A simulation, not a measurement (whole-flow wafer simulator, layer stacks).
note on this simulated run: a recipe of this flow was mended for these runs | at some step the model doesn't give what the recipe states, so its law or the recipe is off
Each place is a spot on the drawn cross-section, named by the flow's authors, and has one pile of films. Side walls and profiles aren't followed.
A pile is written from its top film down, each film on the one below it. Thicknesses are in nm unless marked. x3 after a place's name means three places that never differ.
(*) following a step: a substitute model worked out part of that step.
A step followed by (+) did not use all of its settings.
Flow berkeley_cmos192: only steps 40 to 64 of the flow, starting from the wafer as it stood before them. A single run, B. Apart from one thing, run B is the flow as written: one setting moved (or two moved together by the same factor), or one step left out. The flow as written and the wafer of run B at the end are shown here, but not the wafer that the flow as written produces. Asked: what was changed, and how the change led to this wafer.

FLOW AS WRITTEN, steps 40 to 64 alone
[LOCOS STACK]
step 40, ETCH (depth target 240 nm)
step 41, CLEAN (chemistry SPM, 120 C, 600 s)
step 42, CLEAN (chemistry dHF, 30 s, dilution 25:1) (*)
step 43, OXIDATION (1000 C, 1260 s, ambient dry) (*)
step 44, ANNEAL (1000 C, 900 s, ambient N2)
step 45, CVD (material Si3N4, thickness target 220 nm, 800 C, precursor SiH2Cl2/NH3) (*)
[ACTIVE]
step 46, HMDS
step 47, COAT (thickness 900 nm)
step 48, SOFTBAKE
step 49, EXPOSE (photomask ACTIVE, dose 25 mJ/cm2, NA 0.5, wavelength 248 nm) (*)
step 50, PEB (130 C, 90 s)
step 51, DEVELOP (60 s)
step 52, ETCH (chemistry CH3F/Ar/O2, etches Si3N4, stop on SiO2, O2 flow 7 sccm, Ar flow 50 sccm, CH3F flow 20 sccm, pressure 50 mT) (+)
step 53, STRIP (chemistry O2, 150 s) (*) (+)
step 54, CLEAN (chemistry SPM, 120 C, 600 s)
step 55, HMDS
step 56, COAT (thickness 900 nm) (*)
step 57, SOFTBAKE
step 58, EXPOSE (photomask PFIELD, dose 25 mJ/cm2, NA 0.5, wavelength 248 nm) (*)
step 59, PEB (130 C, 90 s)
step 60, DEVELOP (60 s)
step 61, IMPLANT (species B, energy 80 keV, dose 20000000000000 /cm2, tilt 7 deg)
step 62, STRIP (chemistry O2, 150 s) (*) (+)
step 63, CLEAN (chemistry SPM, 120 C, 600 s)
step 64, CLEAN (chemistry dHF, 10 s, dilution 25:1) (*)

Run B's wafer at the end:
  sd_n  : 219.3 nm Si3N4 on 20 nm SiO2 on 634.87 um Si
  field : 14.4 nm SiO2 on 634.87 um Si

Cause: step 43, OXIDATION: 970 C was run, though the flow has 1000 C.

How this came from the change, step by step:
  step 43, OXIDATION (1000 C, 1260 s, ambient dry) (*)
      field, sd_n, spacer_n and 6 more: SiO2 gains 20 (new film), Si loses 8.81 (as written it would have been: SiO2 gains 26.6 (new film), Si loses 11.7)
